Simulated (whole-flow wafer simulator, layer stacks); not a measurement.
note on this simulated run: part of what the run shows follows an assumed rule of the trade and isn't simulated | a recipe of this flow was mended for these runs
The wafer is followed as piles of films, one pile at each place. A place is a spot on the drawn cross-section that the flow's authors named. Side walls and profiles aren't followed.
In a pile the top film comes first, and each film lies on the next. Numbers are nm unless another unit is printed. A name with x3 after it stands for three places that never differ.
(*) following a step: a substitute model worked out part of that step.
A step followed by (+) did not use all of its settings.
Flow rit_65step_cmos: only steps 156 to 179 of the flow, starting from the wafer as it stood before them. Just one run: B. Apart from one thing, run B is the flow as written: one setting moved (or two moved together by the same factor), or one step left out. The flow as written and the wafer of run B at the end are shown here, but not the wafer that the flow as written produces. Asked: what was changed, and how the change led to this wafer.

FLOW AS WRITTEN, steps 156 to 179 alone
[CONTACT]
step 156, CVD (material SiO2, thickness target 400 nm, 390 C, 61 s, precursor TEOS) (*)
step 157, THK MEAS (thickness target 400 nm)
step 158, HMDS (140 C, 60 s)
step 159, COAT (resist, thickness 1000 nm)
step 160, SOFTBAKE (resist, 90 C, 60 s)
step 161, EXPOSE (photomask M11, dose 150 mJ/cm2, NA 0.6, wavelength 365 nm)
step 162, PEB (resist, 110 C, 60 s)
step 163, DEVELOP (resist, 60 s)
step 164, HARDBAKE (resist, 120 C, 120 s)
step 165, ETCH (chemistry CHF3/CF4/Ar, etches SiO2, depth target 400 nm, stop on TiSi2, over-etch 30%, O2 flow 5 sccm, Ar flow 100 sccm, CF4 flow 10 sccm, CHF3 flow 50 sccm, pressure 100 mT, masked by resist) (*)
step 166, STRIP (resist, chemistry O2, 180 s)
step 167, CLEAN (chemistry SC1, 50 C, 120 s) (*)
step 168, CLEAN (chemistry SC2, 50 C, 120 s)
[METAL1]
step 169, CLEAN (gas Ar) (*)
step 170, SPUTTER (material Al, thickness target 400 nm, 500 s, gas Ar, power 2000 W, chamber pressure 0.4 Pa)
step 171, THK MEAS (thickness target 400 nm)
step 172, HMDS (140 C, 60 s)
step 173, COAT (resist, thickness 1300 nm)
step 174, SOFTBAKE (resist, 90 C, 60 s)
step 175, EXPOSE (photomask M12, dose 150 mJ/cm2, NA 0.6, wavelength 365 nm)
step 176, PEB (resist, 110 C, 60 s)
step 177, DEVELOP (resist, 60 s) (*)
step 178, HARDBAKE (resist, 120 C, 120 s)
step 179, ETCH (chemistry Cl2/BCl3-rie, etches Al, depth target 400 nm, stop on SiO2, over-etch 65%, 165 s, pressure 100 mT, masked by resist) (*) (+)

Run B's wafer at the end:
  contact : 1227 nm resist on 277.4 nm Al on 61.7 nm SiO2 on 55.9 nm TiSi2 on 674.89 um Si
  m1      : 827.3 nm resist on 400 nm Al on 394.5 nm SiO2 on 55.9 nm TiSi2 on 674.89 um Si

The reason: step 165, ETCH: depth target 256 nm was run, though the flow has depth target 400 nm.

Step by step, how the change led to this:
  step 165, ETCH (chemistry CHF3/CF4/Ar, etches SiO2, depth target 400 nm, stop on TiSi2, over-etch 30%, O2 flow 5 sccm, Ar flow 100 sccm, CF4 flow 10 sccm, CHF3 flow 50 sccm, pressure 100 mT, masked by resist) (*)
      contact: SiO2 loses 332.8 (as written it would have been: SiO2 loses 400 (all of it), TiSi2 loses 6)
      field, field_pw, field_nw and 10 more: resist loses 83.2 (as written it would have been: resist loses 130)
  step 166, STRIP (resist, chemistry O2, 180 s)
      active_n, active_p: resist loses 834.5 (all of it) (as written it would have been: resist loses 787.7 (all of it))
      field: resist loses 893.8 (all of it) (as written it would have been: resist loses 847 (all of it))
      (also at 10 further places)
  step 169, CLEAN (gas Ar) (*)
      contact: SiO2 loses 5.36 (as written it would have been: TiSi2 loses 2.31)
  step 170, SPUTTER (material Al, thickness target 400 nm, 500 s, gas Ar, power 2000 W, chamber pressure 0.4 Pa)
      contact: Al gains 277.4 (new film) (as written it would have been: Al gains 255.4 (new film))
  step 173, COAT (resist, thickness 1300 nm)
      contact: resist gains 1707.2 (new film) (as written it would have been: resist gains 1785.1 (new film))
  step 176, PEB (resist, 110 C, 60 s)
      contact: resist loses 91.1 (as written it would have been: resist loses 95.5)
  step 178, HARDBAKE (resist, 120 C, 120 s)
      contact: resist loses 59.1 (as written it would have been: resist loses 62.1)
